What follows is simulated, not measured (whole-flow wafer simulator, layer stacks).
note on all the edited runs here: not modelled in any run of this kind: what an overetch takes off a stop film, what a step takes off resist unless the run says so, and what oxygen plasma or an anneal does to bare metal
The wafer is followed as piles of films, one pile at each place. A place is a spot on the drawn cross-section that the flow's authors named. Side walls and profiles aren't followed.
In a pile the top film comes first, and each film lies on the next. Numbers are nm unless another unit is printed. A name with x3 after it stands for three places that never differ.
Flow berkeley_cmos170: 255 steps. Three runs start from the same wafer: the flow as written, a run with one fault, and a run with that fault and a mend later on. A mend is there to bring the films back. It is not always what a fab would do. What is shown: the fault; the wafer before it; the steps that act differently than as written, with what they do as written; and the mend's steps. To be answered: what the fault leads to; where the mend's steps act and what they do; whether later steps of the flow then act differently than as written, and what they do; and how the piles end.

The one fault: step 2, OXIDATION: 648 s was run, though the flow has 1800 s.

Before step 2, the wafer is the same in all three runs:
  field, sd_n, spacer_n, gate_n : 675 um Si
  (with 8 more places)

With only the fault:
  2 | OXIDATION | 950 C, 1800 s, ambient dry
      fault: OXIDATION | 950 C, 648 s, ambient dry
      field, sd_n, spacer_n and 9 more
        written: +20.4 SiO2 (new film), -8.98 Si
        fault: +11 SiO2 (new film), -4.82 Si
  Steps further on in the flow that do not act as written:
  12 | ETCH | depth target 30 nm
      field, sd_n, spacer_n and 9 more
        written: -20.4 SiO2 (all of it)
        fault: -11 SiO2 (all of it)
  The piles end only slightly different from the flow's at the places that both follow, by no more than 2% or 0.5 nm, whichever is larger.

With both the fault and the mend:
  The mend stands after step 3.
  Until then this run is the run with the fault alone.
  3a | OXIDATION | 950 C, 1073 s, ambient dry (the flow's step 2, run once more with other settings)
      field, sd_n, spacer_n and 9 more
        +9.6 SiO2, -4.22 Si
  Every later step of the flow that is run acts as written, at every place that is followed, to within 2% or 0.5 nm, whichever is larger.
  The piles end only slightly different from the flow's at the places that both follow, by no more than 2% or 0.5 nm, whichever is larger.
